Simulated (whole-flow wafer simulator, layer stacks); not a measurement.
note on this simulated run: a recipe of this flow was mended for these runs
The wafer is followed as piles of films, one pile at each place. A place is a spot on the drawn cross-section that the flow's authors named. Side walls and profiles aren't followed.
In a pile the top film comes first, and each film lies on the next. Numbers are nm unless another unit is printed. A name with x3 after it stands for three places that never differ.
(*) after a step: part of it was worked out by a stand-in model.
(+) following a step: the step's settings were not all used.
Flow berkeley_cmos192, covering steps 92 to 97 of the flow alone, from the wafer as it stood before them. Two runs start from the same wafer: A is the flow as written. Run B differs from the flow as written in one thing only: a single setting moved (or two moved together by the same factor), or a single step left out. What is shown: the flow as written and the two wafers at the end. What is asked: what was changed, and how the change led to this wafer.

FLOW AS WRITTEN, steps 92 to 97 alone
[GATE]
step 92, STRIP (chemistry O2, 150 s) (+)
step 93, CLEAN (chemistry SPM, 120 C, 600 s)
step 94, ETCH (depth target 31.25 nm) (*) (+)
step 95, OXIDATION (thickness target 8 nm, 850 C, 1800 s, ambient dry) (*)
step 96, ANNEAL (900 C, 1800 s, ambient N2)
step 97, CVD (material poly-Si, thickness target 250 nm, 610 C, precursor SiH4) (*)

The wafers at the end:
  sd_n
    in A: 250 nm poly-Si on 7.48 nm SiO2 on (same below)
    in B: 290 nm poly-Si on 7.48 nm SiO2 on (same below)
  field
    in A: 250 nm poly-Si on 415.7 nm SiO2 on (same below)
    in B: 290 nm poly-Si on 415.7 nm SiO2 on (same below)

Cause: step 97, CVD: thickness target 290 nm was run, though the flow has thickness target 250 nm.
The wafer itself shows it: sd_n has poly-Si 290, and step 97 as written asks for 250 nm.

How this came from the change, step by step:
  step 97, CVD (material poly-Si, thickness target 250 nm, 610 C, precursor SiH4) (*)
      field, sd_n, spacer_n, gate, sd_p, spacer_p x2, contact, m1: A poly-Si gains 250 (new film) | B poly-Si gains 290 (new film)
